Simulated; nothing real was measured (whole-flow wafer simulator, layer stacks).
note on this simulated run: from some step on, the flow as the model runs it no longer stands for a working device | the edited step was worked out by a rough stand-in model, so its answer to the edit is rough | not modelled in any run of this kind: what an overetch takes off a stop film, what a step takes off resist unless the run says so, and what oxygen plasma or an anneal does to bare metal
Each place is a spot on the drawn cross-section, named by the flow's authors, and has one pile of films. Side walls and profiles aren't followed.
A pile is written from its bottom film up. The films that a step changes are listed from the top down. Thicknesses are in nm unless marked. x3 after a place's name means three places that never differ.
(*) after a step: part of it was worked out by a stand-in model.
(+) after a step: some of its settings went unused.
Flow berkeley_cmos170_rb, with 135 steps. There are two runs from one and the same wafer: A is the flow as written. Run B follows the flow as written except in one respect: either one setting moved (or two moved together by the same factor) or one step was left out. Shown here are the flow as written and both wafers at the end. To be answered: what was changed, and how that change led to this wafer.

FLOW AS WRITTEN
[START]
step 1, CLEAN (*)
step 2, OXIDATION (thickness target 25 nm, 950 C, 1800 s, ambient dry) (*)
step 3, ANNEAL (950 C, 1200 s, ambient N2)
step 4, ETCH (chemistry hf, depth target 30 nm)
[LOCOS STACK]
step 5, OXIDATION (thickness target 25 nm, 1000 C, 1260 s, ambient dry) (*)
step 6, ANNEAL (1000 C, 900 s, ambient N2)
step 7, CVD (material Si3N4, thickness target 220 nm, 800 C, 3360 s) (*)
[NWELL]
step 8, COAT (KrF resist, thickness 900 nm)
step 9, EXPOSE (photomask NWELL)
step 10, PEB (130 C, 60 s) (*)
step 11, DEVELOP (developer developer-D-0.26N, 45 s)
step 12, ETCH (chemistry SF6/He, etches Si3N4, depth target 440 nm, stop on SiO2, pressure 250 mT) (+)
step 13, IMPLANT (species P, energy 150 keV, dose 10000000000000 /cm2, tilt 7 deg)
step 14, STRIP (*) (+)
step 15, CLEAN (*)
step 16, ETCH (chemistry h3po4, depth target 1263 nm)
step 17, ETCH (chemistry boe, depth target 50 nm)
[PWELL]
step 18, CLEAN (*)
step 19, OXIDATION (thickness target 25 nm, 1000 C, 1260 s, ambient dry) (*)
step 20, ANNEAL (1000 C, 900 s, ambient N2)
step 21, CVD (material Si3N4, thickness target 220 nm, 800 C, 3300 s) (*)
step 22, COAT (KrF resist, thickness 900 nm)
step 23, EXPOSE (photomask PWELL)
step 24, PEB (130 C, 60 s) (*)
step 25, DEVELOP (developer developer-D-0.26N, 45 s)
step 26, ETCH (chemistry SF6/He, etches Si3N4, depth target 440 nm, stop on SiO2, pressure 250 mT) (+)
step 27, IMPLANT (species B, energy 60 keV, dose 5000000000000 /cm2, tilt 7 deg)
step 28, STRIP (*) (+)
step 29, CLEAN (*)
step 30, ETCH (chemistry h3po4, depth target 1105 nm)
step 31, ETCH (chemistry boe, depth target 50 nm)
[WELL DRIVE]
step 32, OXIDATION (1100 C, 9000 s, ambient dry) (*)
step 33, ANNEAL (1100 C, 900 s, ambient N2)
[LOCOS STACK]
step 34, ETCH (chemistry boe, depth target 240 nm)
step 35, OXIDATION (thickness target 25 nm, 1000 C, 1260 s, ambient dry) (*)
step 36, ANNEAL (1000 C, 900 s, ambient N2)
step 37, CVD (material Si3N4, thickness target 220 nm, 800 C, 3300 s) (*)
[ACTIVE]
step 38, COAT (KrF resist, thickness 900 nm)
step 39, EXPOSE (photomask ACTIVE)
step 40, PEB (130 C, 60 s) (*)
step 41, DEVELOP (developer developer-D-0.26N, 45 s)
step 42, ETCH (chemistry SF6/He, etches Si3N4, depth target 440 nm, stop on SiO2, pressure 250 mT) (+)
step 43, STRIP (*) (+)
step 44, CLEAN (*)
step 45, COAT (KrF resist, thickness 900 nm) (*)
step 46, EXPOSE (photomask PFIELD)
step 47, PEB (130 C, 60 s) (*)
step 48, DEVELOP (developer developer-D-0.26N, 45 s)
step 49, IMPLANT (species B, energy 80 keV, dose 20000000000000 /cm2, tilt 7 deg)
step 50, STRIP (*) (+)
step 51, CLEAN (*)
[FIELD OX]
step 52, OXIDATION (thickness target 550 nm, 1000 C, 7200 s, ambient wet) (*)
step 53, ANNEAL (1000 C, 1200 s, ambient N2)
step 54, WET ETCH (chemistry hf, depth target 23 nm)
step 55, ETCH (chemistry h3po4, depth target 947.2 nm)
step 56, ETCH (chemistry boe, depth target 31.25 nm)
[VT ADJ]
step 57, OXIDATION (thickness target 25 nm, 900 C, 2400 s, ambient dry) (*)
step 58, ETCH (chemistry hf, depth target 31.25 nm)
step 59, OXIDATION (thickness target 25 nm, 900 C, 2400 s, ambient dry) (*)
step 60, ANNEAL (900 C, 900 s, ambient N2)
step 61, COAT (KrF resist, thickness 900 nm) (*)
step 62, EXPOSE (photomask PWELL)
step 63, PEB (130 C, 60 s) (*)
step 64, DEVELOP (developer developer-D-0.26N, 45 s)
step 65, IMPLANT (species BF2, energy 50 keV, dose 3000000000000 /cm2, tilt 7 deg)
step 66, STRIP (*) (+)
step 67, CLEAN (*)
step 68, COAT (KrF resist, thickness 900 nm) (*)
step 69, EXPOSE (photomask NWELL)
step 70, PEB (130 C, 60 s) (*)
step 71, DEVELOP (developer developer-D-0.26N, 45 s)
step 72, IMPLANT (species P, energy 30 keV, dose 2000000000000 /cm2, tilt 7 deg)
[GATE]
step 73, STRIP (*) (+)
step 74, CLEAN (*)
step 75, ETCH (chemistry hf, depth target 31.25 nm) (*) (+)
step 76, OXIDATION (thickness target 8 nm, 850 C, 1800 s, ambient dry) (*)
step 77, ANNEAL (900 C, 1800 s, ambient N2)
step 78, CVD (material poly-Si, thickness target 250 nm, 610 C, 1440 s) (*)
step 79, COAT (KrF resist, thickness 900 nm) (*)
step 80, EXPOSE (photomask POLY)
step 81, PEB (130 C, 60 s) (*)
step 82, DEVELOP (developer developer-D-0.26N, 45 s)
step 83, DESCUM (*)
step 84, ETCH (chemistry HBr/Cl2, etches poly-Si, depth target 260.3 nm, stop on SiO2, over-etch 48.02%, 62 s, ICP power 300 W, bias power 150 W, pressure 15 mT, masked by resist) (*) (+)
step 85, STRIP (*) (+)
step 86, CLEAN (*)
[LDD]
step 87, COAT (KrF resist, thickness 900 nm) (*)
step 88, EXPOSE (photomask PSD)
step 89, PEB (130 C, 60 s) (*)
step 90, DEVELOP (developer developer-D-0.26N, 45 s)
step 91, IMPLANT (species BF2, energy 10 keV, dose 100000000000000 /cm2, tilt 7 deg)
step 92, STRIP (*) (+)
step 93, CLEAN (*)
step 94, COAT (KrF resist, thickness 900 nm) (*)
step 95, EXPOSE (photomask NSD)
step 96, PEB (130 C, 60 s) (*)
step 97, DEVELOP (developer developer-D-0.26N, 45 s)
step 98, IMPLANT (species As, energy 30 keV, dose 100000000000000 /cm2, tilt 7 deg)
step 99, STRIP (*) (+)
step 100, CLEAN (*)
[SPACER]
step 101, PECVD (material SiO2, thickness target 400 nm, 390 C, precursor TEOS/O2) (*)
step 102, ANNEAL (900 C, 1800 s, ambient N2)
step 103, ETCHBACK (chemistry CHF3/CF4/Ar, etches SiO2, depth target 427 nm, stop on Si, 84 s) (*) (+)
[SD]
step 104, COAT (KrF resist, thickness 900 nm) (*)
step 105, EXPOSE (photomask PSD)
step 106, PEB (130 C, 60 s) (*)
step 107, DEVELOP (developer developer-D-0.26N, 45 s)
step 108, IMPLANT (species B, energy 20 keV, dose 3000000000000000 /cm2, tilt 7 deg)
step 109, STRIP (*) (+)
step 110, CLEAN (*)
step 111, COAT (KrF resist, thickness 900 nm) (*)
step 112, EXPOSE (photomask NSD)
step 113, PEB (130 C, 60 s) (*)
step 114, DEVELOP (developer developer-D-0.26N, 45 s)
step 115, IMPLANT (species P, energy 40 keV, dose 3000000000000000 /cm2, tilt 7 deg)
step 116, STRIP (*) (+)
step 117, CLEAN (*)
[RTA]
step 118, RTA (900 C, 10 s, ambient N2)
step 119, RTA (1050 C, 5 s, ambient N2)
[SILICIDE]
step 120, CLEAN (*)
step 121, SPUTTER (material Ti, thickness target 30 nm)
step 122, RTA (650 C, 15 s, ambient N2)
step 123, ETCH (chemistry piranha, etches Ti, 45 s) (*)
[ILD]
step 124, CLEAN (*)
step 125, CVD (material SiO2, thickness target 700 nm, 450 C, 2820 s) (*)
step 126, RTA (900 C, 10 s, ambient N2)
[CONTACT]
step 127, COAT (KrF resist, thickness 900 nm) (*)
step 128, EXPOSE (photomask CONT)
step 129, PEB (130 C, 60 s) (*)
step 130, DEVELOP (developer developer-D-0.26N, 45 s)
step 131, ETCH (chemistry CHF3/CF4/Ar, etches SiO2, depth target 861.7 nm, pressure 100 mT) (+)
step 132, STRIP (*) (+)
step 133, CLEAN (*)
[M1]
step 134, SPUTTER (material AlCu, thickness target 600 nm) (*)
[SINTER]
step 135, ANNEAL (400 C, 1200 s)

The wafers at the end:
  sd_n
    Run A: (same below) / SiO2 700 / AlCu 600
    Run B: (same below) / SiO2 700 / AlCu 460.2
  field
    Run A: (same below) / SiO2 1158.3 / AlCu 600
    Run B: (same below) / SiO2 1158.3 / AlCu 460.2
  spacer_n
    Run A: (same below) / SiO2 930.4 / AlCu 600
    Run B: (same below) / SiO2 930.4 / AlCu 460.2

What caused this: step 134, SPUTTER: thickness target 460.2 nm was run, while the flow as written has thickness target 600 nm.
The wafer itself shows it: sd_n has AlCu 460.2, and step 134 as written asks for 600 nm.

How this came from the change, step by step:
  step 134, SPUTTER (material AlCu, thickness target 600 nm) (*)
      field, sd_n, spacer_n, gate, spacer_p, gate_p, m1: A +600 AlCu (new film) | B +460.2 AlCu (new film)
      sd_p: A +545.9 AlCu (new film) | B +413.8 AlCu (new film)
      (as well as at 1 more place)
